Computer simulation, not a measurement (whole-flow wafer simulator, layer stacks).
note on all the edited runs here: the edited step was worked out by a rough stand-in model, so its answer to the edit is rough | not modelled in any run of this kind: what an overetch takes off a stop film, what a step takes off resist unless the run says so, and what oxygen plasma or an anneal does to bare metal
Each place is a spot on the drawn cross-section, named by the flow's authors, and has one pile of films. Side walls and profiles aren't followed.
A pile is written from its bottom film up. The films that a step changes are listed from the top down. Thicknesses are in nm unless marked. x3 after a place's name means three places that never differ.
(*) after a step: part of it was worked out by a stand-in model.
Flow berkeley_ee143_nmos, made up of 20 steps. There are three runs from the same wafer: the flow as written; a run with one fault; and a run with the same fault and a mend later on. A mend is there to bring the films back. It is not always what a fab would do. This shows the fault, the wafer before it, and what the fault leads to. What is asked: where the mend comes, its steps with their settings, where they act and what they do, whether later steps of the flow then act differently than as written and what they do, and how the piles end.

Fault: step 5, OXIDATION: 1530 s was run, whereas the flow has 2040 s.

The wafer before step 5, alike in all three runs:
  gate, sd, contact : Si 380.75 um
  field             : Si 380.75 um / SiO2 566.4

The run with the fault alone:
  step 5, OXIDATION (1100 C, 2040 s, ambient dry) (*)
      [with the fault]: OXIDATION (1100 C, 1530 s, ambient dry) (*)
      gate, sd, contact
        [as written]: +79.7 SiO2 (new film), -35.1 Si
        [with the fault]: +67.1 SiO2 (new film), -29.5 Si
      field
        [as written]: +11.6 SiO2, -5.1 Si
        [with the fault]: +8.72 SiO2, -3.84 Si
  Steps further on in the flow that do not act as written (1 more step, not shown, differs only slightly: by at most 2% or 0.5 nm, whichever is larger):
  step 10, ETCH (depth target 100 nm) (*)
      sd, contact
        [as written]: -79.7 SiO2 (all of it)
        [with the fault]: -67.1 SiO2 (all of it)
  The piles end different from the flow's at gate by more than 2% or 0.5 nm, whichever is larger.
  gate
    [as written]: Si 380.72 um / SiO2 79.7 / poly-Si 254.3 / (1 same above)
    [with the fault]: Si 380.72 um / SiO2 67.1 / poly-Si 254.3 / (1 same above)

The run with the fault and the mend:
  The mend follows step 5.
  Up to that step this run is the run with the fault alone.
  step 5a, OXIDATION (1100 C, 510 s, ambient dry) (*) (the flow's step 5, run once more with other settings)
      gate, sd, contact
        +12.7 SiO2, -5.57 Si
      field
        +2.9 SiO2, -1.27 Si
  Every later step of the flow that is run acts as written, at every place that is followed, to within 2% or 0.5 nm, whichever is larger.
  The piles end only slightly different from the flow's at the places that both follow, by no more than 2% or 0.5 nm, whichever is larger.
